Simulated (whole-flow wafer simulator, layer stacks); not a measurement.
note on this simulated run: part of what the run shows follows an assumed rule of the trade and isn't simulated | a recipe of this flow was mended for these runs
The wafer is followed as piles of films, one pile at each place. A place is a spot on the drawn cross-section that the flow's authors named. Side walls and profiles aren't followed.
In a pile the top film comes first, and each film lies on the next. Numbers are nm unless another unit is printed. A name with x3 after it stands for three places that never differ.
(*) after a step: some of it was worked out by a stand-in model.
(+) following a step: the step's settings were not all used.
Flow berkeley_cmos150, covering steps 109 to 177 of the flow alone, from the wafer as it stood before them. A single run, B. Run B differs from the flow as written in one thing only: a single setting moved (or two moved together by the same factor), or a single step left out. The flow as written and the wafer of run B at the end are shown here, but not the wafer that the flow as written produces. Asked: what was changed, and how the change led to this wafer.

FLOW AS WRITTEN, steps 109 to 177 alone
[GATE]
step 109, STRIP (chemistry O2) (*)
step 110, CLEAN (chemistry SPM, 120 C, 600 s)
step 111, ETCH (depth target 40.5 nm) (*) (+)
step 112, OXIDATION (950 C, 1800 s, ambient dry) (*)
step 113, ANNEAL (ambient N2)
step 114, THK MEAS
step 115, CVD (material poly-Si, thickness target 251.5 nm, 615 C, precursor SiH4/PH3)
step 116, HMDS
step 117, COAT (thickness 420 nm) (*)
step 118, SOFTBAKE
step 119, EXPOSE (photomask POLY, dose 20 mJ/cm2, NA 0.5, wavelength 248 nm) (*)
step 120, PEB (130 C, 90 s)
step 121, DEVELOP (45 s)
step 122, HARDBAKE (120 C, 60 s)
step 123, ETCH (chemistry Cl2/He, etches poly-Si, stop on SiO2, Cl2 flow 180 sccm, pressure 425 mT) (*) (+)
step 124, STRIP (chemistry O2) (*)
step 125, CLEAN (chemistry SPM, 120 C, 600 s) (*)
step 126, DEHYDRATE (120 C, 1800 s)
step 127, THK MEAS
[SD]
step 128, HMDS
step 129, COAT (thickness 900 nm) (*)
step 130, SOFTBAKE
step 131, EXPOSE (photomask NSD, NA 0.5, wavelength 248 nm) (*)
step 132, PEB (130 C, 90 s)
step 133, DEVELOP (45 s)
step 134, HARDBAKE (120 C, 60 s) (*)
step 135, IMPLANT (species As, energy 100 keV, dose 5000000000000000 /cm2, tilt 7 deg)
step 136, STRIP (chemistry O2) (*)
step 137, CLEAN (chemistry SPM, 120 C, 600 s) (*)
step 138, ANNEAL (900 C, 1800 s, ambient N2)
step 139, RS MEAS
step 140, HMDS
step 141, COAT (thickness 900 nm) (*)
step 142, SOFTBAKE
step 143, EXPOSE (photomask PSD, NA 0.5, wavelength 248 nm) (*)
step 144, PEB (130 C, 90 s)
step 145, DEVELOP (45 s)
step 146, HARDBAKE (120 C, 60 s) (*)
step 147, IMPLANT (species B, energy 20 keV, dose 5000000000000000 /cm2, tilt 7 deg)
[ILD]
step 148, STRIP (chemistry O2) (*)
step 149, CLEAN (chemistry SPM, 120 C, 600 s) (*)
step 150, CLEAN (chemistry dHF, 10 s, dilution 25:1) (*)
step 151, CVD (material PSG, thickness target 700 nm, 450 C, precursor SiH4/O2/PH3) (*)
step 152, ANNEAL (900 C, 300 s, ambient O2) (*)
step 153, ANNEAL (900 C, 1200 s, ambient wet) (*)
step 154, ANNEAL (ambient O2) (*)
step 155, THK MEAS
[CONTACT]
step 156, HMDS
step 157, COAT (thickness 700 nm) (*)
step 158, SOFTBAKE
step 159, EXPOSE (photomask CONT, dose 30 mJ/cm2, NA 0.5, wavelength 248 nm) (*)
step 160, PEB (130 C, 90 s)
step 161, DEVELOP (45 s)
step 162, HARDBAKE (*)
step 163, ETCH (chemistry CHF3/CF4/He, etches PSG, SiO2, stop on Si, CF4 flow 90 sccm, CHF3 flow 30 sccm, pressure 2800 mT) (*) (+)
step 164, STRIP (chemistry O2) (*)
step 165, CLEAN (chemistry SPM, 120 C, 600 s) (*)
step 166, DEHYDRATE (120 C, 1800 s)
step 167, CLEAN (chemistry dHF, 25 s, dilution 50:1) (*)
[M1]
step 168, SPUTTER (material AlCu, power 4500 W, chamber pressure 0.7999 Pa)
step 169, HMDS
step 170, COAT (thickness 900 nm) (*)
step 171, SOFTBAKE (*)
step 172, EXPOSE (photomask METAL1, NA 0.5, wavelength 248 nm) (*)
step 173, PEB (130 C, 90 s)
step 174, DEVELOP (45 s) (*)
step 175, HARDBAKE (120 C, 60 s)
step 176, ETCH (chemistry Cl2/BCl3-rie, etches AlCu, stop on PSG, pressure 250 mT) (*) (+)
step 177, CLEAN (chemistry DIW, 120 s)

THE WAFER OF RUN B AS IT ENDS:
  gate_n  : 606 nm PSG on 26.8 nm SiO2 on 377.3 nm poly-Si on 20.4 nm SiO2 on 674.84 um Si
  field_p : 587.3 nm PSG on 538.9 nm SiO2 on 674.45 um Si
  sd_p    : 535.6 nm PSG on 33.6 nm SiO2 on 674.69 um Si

What caused this: step 115, CVD: thickness target 389.8 nm was run, though the flow has thickness target 251.5 nm.

The path from the change to this, step by step:
  step 115, CVD (material poly-Si, thickness target 251.5 nm, 615 C, precursor SiH4/PH3)
      field, field_p, sd_n, gate_n, sd_p, gate_p, contact, m1: +389.8 poly-Si (new film) (it would be, as written: +251.5 poly-Si (new film))
  step 123, ETCH (chemistry Cl2/He, etches poly-Si, stop on SiO2, Cl2 flow 180 sccm, pressure 425 mT) (*) (+)
      field, field_p, sd_n, sd_p, contact, m1: -389.8 poly-Si (all of it), -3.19 SiO2 (it would be, as written: -251.5 poly-Si (all of it), -3.19 SiO2)
      gate_n, gate_p: -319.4 KrF-resist (it would be, as written: -220.6 KrF-resist)
  step 124, STRIP (chemistry O2) (*)
      gate_n: +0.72 chemical SiO2 (new film), -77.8 KrF-resist (all of it), -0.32 poly-Si (it would be, as written: +0.69 chemical SiO2 (new film), -176.1 KrF-resist (all of it), -0.3 poly-Si)
      gate_p: +0.72 chemical SiO2 (new film), -115 KrF-resist (all of it), -0.32 poly-Si (it would be, as written: +0.69 chemical SiO2 (new film), -213.2 KrF-resist (all of it), -0.3 poly-Si)
  step 129, COAT (thickness 900 nm) (*)
      gate_n: +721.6 thick-KrF-resist (new film) (it would be, as written: +819.9 thick-KrF-resist (new film))
      gate_p: +789.2 thick-KrF-resist (new film) (it would be, as written: +888.9 thick-KrF-resist (new film))
  step 133, DEVELOP (45 s)
      gate_n: -720 thick-KrF-resist (all of it) (it would be, as written: -818.1 thick-KrF-resist (all of it))
  step 136, STRIP (chemistry O2) (*)
      gate_p: -774.1 thick-KrF-resist (all of it), +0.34 chemical SiO2, -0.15 poly-Si (it would be, as written: -873.6 thick-KrF-resist (all of it), +0.34 chemical SiO2, -0.15 poly-Si)
  step 141, COAT (thickness 900 nm) (*)
      gate_n: +721.3 thick-KrF-resist (new film) (it would be, as written: +819.7 thick-KrF-resist (new film))
      gate_p: +789 thick-KrF-resist (new film) (it would be, as written: +888.8 thick-KrF-resist (new film))
  step 145, DEVELOP (45 s)
      gate_p: -787.2 thick-KrF-resist (all of it) (it would be, as written: -886.7 thick-KrF-resist (all of it))
  step 148, STRIP (chemistry O2) (*)
      gate_n: -706.4 thick-KrF-resist (all of it), +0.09 chemical SiO2, -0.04 poly-Si (it would be, as written: -804.5 thick-KrF-resist (all of it), +0.09 chemical SiO2, -0.04 poly-Si)
  step 151, CVD (material PSG, thickness target 700 nm, 450 C, precursor SiH4/O2/PH3) (*)
      field_p: +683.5 PSG (new film) (it would be, as written: +700 PSG (new film))
  step 153, ANNEAL (900 C, 1200 s, ambient wet) (*)
      field_p: -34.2 PSG, +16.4 SiO2, -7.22 Si (it would be, as written: -35 PSG, +16.3 SiO2, -7.15 Si)
  step 157, COAT (thickness 700 nm) (*)
      field_p: +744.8 KrF-resist (new film) (it would be, as written: +716.6 KrF-resist (new film))
      gate_n: +591.5 KrF-resist (new film) (it would be, as written: +650.5 KrF-resist (new film))
      (as well as at 2 more places)
  step 164, STRIP (chemistry O2) (*)
      field_p: -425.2 KrF-resist (all of it) (it would be, as written: -397.1 KrF-resist (all of it))
      gate_n: -272.4 KrF-resist (all of it) (it would be, as written: -331.2 KrF-resist (all of it))
      (as well as at 2 more places)
  step 168, SPUTTER (material AlCu, power 4500 W, chamber pressure 0.7999 Pa)
      field_p: +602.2 AlCu (new film) (it would be, as written: +619.8 AlCu (new film))
      sd_p: +482.5 AlCu (new film) (it would be, as written: +471.4 AlCu (new film))
  step 170, COAT (thickness 900 nm) (*)
      field_p: +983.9 thick-KrF-resist (new film) (it would be, as written: +942.7 thick-KrF-resist (new film))
      sd_n: +1173 thick-KrF-resist (new film) (it would be, as written: +1135.4 thick-KrF-resist (new film))
      (as well as at 2 more places)
  step 174, DEVELOP (45 s) (*)
      field_p: -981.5 thick-KrF-resist (all of it), -10 AlCu (it would be, as written: -940.5 thick-KrF-resist (all of it), -10 AlCu)
      sd_n: -1170.1 thick-KrF-resist (all of it), -10 AlCu (it would be, as written: -1132.6 thick-KrF-resist (all of it), -10 AlCu)
      (as well as at 2 more places)
  step 176, ETCH (chemistry Cl2/BCl3-rie, etches AlCu, stop on PSG, pressure 250 mT) (*) (+)
      field_p: -592.2 AlCu (all of it), -34.2 PSG (it would be, as written: -609.8 AlCu (all of it), -32 PSG)
      sd_p: -472.5 AlCu (all of it), -49.2 PSG (it would be, as written: -461.4 AlCu (all of it), -50.6 PSG)
